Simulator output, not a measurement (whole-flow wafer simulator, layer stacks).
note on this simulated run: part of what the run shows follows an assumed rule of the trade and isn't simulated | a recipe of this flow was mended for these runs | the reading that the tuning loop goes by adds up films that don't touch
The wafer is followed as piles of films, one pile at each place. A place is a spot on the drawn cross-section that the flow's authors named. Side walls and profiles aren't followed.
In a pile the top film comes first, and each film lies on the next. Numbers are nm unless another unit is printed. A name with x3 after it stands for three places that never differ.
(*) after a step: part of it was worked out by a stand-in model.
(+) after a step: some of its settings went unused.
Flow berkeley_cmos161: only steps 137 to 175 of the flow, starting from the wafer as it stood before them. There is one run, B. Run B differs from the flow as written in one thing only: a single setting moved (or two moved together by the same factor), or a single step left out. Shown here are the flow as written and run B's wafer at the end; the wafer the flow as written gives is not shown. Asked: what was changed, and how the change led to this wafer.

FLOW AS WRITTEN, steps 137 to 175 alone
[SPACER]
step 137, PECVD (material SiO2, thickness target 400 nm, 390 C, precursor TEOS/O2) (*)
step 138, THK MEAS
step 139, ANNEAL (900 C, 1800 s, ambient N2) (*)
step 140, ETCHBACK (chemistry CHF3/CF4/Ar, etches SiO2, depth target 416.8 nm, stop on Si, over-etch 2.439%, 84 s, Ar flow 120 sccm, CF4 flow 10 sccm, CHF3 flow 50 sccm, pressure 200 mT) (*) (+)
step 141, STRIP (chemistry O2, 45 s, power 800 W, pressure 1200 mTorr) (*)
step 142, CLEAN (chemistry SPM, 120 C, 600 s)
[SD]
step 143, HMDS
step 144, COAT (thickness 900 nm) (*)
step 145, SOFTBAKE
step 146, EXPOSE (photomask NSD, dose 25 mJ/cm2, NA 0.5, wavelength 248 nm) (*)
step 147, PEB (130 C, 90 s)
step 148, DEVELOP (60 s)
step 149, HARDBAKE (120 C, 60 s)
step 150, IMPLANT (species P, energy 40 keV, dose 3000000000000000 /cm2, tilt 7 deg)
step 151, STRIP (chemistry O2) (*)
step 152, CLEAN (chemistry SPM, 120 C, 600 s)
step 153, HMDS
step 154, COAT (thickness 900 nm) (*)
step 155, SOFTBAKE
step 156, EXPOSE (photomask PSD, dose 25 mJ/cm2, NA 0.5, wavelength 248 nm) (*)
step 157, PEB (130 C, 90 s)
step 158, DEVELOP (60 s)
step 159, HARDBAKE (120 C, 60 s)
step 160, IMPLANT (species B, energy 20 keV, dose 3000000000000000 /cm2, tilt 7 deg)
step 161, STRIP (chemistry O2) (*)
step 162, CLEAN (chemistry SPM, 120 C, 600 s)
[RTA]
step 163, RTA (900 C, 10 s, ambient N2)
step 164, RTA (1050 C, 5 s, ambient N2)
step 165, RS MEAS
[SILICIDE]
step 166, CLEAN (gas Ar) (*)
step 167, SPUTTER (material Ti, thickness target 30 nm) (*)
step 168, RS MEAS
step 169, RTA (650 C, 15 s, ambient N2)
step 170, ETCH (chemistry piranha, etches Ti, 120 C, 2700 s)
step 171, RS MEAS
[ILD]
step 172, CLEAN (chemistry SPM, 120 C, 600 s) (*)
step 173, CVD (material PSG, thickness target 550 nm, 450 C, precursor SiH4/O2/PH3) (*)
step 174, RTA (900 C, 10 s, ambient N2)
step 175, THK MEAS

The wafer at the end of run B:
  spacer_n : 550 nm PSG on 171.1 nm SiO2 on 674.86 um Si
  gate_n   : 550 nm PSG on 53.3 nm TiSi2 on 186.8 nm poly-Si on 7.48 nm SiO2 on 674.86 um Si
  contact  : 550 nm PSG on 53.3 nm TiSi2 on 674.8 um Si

The reason: step 137, PECVD: thickness target 362 nm was run, though the flow has thickness target 400 nm.

How this came from the change, step by step:
  step 137, PECVD (material SiO2, thickness target 400 nm, 390 C, precursor TEOS/O2) (*)
      field, sd_n, contact, m1: SiO2 gains 362 (it would be, as written: SiO2 gains 400)
      spacer_n, sd_p, spacer_p: SiO2 gains 348.9 (it would be, as written: SiO2 gains 385.3)
      (also at 2 further places)
  step 139, ANNEAL (900 C, 1800 s, ambient N2) (*)
      field, sd_n, gate_n, gate_p, contact, m1: SiO2 loses 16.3 (it would be, as written: SiO2 loses 18)
      spacer_n, sd_p, spacer_p: SiO2 loses 15.7 (it would be, as written: SiO2 loses 17.3)
  step 140, ETCHBACK (chemistry CHF3/CF4/Ar, etches SiO2, depth target 416.8 nm, stop on Si, over-etch 2.439%, 84 s, Ar flow 120 sccm, CF4 flow 10 sccm, CHF3 flow 50 sccm, pressure 200 mT) (*) (+)
      gate_n, gate_p: SiO2 loses 345.7 (all of it), chemical SiO2 loses 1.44 (all of it), poly-Si loses 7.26 (it would be, as written: SiO2 loses 382 (all of it), chemical SiO2 loses 1.44 (all of it), poly-Si loses 3.96)
      sd_n: SiO2 loses 351.6 (all of it), Si loses 7.26 (it would be, as written: SiO2 loses 387.9 (all of it), Si loses 3.96)
      (also at 3 further places)
  step 144, COAT (thickness 900 nm) (*)
      gate_n: KrF-resist gains 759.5 (new film) (it would be, as written: KrF-resist gains 776.7 (new film))
      spacer_p: KrF-resist gains 823.6 (new film) (it would be, as written: KrF-resist gains 806.2 (new film))
      (also at 1 further place)
  step 148, DEVELOP (60 s)
      gate_n: KrF-resist loses 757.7 (all of it) (it would be, as written: KrF-resist loses 774.9 (all of it))
  step 149, HARDBAKE (120 C, 60 s)
      spacer_p: KrF-resist loses 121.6 (it would be, as written: KrF-resist loses 118.9)
      gate_p: KrF-resist loses 111.2 (it would be, as written: KrF-resist loses 113.5)
  step 151, STRIP (chemistry O2) (*)
      spacer_p: KrF-resist loses 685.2 (all of it) (it would be, as written: KrF-resist loses 670.4 (all of it))
      gate_p: KrF-resist loses 626.3 (all of it), chemical SiO2 gains 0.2, poly-Si loses 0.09 (it would be, as written: KrF-resist loses 639.6 (all of it), chemical SiO2 gains 0.2, poly-Si loses 0.09)
  step 154, COAT (thickness 900 nm) (*)
      gate_n: KrF-resist gains 759.1 (new film) (it would be, as written: KrF-resist gains 776.6 (new film))
      spacer_p: KrF-resist gains 823.6 (new film) (it would be, as written: KrF-resist gains 806.2 (new film))
      (also at 1 further place)
  step 158, DEVELOP (60 s)
      spacer_p: KrF-resist loses 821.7 (all of it) (it would be, as written: KrF-resist loses 804.3 (all of it))
      gate_p: KrF-resist loses 752.3 (all of it) (it would be, as written: KrF-resist loses 767.9 (all of it))
  step 159, HARDBAKE (120 C, 60 s)
      gate_n: KrF-resist loses 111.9 (it would be, as written: KrF-resist loses 114.5)
  step 161, STRIP (chemistry O2) (*)
      gate_n: KrF-resist loses 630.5 (all of it), chemical SiO2 gains 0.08, poly-Si loses 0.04 (it would be, as written: KrF-resist loses 645.4 (all of it), chemical SiO2 gains 0.08, poly-Si loses 0.04)
